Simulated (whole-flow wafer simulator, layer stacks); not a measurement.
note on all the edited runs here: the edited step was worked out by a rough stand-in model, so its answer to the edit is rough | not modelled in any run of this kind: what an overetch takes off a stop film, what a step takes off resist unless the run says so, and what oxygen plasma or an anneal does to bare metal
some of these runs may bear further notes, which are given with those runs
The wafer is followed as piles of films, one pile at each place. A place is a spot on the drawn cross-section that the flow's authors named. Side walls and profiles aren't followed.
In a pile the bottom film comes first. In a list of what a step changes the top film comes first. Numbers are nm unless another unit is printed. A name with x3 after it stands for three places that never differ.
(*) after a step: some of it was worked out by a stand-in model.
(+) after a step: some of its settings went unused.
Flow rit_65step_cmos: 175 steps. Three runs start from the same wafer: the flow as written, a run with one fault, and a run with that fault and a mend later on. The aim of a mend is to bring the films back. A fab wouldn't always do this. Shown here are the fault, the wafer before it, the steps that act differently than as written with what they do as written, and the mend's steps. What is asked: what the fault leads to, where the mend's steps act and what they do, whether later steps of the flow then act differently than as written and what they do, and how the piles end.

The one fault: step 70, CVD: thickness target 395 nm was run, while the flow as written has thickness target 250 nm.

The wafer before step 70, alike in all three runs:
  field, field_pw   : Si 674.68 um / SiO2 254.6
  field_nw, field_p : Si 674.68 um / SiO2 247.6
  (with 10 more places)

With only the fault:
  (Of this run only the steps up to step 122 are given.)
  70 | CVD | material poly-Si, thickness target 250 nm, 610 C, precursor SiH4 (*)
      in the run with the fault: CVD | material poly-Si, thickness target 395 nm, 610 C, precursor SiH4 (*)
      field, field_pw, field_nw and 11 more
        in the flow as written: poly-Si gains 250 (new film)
        in the run with the fault: poly-Si gains 395 (new film)
  Steps further on in the flow that do not act as written (3 other steps are not shown; they differ only slightly, by no more than 2% or 0.5 nm, whichever is larger):
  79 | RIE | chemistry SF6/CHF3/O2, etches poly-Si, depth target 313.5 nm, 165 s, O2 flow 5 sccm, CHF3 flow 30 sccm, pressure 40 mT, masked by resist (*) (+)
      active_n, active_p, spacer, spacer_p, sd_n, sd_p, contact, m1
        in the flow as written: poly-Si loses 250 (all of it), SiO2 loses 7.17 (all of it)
        in the run with the fault: poly-Si loses 313.5
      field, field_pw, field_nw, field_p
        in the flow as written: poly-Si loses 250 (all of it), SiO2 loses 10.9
        in the run with the fault: poly-Si loses 313.5
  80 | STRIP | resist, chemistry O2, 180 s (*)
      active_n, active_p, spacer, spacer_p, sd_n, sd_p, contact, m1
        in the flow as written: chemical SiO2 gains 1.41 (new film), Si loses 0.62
        in the run with the fault: chemical SiO2 gains 1.41 (new film), poly-Si loses 0.62
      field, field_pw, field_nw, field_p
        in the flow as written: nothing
        in the run with the fault: chemical SiO2 gains 1.41 (new film), poly-Si loses 0.62
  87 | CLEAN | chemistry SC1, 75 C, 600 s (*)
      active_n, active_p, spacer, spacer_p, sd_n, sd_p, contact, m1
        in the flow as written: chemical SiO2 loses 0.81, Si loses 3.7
        in the run with the fault: chemical SiO2 loses 0.81, poly-Si loses 3.7
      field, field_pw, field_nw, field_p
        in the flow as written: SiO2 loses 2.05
        in the run with the fault: chemical SiO2 loses 0.81, poly-Si loses 3.7
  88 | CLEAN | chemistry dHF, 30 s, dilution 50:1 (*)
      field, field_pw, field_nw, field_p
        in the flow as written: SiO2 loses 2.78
        in the run with the fault: chemical SiO2 loses 0.6 (all of it)
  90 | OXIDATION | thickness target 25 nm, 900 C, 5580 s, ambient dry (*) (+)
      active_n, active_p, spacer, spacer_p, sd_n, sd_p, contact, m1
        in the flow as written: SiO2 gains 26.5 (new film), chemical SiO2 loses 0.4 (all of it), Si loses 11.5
        in the run with the fault: SiO2 gains 28.9 (new film), chemical SiO2 loses 0.4 (all of it), poly-Si loses 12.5
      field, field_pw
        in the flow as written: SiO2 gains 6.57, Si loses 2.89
        in the run with the fault: SiO2 gains 28.9 (new film), chemical SiO2 loses 0.4 (all of it), poly-Si loses 12.5
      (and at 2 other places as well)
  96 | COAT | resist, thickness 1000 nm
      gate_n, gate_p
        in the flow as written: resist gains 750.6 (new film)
        in the run with the fault: resist gains 700.9 (new film)
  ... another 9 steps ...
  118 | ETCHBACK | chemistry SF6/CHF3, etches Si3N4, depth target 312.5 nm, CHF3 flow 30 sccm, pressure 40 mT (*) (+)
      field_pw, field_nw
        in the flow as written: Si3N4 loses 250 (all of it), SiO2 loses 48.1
        in the run with the fault: Si3N4 loses 250 (all of it), SiO2 loses 24.1 (all of it), poly-Si loses 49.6
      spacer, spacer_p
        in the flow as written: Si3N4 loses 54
        in the run with the fault: Si3N4 gains 0.96
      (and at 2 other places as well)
  The piles after step 122 differ from the flow's at field, field_pw, field_nw, field_p, gate_n, gate_p, spacer, spacer_p by more than 2% or 0.5 nm, whichever is larger.
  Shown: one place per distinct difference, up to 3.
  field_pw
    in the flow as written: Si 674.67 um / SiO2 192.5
    in the run with the fault: Si 674.68 um / SiO2 254.6 / poly-Si 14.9
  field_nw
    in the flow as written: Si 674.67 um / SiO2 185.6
    in the run with the fault: Si 674.68 um / SiO2 247.6 / poly-Si 14.9
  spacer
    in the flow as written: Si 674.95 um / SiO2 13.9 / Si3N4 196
    in the run with the fault: Si 674.97 um / SiO2 7.17 / poly-Si 64.5 / SiO2 16.3 / Si3N4 251

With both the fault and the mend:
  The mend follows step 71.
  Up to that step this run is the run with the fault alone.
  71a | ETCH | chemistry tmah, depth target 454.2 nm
      field, field_pw, field_nw and 11 more
        poly-Si loses 395 (all of it)
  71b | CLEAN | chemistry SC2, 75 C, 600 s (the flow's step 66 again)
      alters no film at any place that is followed
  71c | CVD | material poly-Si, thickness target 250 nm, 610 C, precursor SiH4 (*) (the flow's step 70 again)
      field, field_pw, field_nw and 11 more
        poly-Si gains 250 (new film)
  Every later step of the flow that is run acts as written at every place that is followed.
  By the end, the piles equal the flow's at every place that both follow.
